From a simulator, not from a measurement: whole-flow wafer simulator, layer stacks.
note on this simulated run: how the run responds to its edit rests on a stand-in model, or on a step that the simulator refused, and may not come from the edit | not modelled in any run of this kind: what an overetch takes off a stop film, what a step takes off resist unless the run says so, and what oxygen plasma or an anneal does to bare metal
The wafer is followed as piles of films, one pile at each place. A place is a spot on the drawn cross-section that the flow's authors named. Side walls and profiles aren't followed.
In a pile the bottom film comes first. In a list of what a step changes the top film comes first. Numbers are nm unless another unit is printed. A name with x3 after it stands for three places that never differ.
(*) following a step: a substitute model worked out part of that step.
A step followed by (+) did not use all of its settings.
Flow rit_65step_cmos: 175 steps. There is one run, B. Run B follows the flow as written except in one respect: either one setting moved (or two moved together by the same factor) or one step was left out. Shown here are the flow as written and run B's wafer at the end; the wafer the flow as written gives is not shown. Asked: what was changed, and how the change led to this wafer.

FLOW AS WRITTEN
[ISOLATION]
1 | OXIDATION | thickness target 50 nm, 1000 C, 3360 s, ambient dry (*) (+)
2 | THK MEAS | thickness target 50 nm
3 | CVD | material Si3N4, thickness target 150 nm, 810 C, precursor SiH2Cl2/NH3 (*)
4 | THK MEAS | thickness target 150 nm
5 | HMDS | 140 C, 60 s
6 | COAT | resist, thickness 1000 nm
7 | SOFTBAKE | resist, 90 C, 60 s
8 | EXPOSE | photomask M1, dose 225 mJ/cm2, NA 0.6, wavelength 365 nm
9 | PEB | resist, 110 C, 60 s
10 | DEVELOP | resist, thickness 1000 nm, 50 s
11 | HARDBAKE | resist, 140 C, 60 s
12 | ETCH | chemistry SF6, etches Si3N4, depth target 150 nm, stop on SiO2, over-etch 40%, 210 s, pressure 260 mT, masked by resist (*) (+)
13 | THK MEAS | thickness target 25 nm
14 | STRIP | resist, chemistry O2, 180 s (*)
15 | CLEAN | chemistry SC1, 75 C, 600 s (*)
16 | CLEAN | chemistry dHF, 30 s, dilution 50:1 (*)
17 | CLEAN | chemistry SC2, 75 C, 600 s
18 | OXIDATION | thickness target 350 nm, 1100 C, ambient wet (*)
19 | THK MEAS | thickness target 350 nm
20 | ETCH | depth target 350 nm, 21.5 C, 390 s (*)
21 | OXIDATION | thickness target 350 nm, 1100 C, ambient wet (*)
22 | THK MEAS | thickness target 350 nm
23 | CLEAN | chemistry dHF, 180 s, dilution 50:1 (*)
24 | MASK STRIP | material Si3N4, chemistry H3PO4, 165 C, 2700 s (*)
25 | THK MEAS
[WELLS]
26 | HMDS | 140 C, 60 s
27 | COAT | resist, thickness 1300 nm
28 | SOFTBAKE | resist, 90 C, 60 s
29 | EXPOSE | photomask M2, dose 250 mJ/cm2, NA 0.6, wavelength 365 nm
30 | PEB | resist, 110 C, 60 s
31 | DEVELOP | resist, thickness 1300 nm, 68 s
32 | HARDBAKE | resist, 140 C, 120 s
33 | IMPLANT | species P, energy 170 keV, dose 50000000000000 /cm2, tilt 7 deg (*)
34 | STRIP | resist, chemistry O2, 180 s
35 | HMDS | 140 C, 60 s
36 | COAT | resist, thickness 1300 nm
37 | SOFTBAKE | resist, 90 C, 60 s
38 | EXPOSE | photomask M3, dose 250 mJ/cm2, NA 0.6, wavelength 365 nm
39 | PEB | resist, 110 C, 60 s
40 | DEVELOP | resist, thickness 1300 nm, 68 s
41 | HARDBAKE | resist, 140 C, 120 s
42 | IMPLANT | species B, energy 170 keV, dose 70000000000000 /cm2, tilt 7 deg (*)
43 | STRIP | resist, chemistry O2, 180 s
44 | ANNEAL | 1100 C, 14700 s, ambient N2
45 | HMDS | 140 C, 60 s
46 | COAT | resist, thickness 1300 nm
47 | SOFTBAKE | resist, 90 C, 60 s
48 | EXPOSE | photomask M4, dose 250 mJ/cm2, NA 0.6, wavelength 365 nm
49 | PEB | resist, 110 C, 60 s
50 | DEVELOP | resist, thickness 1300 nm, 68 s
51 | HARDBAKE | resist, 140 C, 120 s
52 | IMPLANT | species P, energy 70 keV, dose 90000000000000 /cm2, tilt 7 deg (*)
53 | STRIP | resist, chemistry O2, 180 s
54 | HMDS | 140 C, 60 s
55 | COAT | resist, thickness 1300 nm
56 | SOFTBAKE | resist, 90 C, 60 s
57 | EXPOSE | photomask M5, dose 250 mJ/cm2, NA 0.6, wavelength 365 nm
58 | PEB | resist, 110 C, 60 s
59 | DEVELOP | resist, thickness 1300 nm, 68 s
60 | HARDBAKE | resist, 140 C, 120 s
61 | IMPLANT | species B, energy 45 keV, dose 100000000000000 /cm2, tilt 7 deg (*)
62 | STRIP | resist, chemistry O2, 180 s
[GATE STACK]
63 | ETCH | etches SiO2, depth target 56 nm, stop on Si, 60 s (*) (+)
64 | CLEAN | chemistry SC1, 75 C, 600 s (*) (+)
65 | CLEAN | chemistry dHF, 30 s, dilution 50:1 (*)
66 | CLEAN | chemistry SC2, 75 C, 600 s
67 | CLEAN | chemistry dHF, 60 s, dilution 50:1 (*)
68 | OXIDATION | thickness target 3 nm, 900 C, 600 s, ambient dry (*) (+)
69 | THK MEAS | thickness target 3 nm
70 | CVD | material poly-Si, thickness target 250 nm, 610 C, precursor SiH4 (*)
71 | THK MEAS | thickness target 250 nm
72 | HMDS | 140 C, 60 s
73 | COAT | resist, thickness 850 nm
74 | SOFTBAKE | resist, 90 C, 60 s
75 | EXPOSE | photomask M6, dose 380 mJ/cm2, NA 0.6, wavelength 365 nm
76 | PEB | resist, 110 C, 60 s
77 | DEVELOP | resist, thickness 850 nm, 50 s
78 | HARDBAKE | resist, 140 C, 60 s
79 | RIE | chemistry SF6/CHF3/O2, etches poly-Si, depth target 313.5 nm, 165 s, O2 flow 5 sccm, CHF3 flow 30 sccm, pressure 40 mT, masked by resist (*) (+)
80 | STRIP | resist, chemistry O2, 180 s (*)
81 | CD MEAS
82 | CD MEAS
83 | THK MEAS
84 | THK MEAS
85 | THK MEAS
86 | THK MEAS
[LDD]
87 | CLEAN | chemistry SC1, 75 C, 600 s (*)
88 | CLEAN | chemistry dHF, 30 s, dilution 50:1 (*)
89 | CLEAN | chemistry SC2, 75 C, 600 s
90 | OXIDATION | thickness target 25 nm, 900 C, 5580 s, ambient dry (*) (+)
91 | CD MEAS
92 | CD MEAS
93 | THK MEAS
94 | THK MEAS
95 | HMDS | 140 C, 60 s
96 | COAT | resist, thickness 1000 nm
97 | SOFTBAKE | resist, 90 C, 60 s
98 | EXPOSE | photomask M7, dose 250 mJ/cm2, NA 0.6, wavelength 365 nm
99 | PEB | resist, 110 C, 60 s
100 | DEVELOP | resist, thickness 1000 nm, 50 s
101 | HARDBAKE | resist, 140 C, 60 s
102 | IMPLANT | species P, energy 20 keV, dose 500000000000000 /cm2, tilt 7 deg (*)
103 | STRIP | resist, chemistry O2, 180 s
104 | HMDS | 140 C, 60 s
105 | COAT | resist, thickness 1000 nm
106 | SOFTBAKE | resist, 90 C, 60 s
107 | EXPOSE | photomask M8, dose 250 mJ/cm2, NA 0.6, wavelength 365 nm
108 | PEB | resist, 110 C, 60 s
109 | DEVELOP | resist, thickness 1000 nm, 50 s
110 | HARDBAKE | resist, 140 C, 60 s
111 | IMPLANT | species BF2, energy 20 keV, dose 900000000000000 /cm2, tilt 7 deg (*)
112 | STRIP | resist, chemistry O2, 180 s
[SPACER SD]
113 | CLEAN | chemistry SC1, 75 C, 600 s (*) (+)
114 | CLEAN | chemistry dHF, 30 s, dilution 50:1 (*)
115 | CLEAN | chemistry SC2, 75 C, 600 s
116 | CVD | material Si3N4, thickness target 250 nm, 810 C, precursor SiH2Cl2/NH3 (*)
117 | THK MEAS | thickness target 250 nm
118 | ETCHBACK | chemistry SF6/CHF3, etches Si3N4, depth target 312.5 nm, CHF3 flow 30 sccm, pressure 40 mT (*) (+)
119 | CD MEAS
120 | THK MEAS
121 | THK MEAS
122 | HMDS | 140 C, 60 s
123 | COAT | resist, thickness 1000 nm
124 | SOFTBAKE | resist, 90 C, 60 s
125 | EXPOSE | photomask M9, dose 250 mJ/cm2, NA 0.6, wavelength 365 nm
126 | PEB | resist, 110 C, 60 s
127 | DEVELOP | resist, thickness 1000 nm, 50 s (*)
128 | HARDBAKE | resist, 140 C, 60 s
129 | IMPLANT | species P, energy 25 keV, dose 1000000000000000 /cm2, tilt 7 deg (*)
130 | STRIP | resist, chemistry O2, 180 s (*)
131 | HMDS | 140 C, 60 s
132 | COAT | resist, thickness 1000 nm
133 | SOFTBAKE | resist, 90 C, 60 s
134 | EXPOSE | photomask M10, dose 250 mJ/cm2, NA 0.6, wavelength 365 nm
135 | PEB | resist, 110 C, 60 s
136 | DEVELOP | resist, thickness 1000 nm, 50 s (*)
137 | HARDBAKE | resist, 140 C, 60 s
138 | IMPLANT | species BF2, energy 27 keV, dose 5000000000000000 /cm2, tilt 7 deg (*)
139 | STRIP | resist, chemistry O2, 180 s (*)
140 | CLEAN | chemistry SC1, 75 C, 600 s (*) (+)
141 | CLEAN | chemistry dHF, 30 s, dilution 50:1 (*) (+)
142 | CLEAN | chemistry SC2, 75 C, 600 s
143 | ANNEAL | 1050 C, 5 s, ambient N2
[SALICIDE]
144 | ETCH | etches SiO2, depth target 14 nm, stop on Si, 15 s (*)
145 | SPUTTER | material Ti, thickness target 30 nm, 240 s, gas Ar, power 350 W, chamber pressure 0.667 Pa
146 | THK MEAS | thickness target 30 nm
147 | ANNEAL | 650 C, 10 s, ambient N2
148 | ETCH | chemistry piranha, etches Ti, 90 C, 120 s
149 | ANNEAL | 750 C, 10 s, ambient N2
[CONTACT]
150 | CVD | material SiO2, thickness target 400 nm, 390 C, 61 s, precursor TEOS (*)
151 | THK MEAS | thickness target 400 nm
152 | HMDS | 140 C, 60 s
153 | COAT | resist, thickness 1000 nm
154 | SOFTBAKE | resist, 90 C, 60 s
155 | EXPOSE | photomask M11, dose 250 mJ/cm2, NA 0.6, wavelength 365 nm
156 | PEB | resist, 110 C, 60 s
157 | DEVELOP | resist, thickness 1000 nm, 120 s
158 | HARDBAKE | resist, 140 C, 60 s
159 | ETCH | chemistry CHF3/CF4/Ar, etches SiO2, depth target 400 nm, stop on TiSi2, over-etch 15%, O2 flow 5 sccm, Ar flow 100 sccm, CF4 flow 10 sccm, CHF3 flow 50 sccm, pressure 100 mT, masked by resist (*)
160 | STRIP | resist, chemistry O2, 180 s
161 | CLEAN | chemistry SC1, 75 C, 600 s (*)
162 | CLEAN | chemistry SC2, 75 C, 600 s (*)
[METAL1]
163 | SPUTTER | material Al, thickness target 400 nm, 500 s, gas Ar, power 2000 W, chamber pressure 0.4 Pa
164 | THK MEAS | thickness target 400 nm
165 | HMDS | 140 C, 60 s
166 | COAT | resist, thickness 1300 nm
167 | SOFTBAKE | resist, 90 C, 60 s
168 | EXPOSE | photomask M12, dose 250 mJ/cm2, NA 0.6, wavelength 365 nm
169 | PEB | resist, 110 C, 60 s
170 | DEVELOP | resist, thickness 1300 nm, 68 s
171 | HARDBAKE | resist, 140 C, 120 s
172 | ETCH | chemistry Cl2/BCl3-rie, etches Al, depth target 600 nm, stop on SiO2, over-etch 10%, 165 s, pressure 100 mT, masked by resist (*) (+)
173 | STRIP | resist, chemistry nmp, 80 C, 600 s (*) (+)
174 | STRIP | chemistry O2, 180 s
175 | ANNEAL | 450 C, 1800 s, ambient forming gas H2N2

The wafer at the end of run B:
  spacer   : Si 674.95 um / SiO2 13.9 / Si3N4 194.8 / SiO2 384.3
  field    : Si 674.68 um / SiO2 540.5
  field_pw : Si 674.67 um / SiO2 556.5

Cause: step 163, SPUTTER: thickness target 567 nm was run, though the flow has thickness target 400 nm; step 163, SPUTTER: 709 s was run, where the flow has 500 s.

How this came from the change, step by step:
  163 | SPUTTER | material Al, thickness target 400 nm, 500 s, gas Ar, power 2000 W, chamber pressure 0.4 Pa
      field, field_pw, field_p, spacer, spacer_p: Al gains 567 (new film) (as written it would have been: Al gains 400 (new film))
      gate_n, gate_p: Al gains 534.6 (new film) (as written it would have been: Al gains 396 (new film))
      (and at 1 other place as well)
  166 | COAT | resist, thickness 1300 nm
      gate_n: resist gains 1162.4 (new film) (as written it would have been: resist gains 1131.7 (new film))
      gate_p: resist gains 1165.7 (new film) (as written it would have been: resist gains 1135.6 (new film))
  169 | PEB | resist, 110 C, 60 s
      gate_n: resist loses 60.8 (as written it would have been: resist loses 59.1)
      gate_p: resist loses 61 (as written it would have been: resist loses 59.3)
  170 | DEVELOP | resist, thickness 1300 nm, 68 s
      gate_n: resist loses 1101.6 (all of it) (as written it would have been: resist loses 1072.6 (all of it))
      gate_p: resist loses 1104.7 (all of it) (as written it would have been: resist loses 1076.3 (all of it))
  172 | ETCH | chemistry Cl2/BCl3-rie, etches Al, depth target 600 nm, stop on SiO2, over-etch 10%, 165 s, pressure 100 mT, masked by resist (*) (+)
      field, field_pw, field_p, spacer, spacer_p: Al loses 567 (all of it), SiO2 loses 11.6 (as written it would have been: Al loses 400 (all of it), SiO2 loses 32.5)
      gate_n, gate_p: Al loses 534.6 (all of it), SiO2 loses 15.7 (as written it would have been: Al loses 396 (all of it), SiO2 loses 33)
      (and at 1 other place as well)
